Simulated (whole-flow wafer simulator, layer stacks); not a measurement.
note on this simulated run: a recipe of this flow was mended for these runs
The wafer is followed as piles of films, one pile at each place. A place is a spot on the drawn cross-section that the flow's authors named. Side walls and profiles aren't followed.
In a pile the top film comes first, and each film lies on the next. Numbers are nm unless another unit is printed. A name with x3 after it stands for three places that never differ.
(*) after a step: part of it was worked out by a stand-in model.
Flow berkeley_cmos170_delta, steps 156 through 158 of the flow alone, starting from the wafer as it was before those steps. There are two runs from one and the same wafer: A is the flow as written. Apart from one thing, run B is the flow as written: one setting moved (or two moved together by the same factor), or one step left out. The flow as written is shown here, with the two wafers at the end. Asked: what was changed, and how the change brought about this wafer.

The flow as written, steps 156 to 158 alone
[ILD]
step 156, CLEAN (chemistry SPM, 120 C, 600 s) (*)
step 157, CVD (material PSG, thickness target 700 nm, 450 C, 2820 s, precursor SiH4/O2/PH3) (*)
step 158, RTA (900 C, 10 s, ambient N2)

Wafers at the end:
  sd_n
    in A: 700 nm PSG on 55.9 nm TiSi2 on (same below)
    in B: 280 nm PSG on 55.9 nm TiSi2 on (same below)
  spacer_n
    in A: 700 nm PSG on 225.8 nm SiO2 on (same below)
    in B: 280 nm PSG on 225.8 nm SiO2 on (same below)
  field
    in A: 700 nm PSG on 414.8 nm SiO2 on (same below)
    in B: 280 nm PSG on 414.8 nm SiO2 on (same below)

What caused this: step 157, CVD: thickness target 280 nm was run, though the flow has thickness target 700 nm; step 157, CVD: 1128 s was run, where the flow has 2820 s.
The wafer itself shows it: sd_n has PSG 280, and step 157 as written asks for 700 nm.

Step by step, how the change led to this:
  step 157, CVD (material PSG, thickness target 700 nm, 450 C, 2820 s, precursor SiH4/O2/PH3) (*)
      field, sd_n, spacer_n, gate, spacer_p, gate_p, contact x2: A +700 PSG (new film) | B +280 PSG (new film)
      sd_p: A +659.7 PSG (new film) | B +267 PSG (new film)
